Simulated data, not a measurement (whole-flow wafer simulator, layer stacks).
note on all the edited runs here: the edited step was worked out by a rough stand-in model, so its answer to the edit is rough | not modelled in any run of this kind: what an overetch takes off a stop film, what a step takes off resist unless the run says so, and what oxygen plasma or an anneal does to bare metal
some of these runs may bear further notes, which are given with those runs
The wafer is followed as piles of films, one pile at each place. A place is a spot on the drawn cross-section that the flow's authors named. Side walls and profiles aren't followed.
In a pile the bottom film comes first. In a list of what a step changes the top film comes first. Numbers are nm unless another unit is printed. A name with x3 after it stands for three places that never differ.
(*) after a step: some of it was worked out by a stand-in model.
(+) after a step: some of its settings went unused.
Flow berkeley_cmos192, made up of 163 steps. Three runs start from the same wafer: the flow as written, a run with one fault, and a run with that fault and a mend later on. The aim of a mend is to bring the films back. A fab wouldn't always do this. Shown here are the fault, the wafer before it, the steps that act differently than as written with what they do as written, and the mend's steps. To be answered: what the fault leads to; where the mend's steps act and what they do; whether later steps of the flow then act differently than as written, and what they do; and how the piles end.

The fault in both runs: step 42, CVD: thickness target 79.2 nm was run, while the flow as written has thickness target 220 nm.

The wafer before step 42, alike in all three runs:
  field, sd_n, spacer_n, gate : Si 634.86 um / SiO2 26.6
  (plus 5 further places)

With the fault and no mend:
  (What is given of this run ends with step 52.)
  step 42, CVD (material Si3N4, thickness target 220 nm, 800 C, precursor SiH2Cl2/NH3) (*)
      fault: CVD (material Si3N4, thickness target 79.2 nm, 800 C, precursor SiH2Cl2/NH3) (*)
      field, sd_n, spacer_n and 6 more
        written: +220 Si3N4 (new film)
        fault: +79.2 Si3N4 (new film)
  Later steps of the flow acting differently than as written:
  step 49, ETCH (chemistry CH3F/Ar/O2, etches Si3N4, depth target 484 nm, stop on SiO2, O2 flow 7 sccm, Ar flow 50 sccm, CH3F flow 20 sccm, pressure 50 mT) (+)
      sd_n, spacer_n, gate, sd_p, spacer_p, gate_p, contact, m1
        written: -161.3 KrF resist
        fault: -67.5 KrF resist
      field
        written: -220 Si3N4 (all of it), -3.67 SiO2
        fault: -79.2 Si3N4 (all of it), -3.67 SiO2
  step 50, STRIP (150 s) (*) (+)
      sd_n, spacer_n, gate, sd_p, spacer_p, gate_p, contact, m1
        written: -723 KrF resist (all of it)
        fault: -816.9 KrF resist (all of it)
  Once step 52 is done, the piles at sd_n, spacer_n, gate, sd_p, spacer_p, gate_p, contact, m1 depart from the flow's by more than 2% or 0.5 nm, whichever is larger.
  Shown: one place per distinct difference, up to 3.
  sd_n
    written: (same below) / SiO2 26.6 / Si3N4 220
    fault: (same below) / SiO2 26.6 / Si3N4 79.2

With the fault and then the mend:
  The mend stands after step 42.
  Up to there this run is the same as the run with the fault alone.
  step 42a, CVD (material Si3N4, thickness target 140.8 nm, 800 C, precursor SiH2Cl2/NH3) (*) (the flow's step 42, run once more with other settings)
      field, sd_n, spacer_n and 6 more
        +140.8 Si3N4
  Every later step of the flow that is run acts as written at every place that is followed.
  By the end, the piles equal the flow's at every place that both follow.
